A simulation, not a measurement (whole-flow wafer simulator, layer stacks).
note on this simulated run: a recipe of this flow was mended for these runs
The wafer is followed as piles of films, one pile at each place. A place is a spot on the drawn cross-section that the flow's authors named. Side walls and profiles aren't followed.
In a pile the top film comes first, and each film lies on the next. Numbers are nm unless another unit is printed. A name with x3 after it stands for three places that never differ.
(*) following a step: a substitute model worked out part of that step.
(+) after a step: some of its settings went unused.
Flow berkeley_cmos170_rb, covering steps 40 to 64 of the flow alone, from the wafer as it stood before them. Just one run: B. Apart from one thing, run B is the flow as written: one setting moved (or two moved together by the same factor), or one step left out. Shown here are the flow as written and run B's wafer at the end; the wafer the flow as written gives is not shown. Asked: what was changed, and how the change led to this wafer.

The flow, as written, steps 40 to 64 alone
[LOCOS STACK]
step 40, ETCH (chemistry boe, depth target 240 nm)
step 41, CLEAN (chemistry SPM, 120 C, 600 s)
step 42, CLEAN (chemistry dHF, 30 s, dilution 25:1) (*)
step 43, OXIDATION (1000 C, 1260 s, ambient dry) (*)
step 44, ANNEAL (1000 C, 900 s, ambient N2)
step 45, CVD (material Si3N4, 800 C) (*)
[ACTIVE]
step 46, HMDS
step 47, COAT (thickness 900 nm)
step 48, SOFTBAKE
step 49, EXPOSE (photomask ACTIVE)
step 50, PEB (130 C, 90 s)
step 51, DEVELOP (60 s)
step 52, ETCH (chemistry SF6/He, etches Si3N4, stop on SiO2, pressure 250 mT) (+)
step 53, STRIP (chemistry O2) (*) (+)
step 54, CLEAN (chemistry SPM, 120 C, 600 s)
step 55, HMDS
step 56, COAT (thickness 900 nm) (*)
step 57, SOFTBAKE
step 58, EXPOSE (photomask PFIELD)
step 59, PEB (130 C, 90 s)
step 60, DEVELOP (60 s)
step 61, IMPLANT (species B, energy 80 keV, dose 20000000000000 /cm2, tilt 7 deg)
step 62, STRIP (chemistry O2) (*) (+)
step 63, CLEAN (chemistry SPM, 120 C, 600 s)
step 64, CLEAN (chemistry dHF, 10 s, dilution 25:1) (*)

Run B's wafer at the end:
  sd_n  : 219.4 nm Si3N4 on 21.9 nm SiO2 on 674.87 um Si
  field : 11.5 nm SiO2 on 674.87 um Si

The reason: step 43, OXIDATION: 981 C was run, whereas the flow has 1000 C.

How this came from the change, step by step:
  step 43, OXIDATION (1000 C, 1260 s, ambient dry) (*)
      field, sd_n, spacer_n and 6 more: +21.9 SiO2 (new film), -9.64 Si (it would be, as written: +26.6 SiO2 (new film), -11.7 Si)
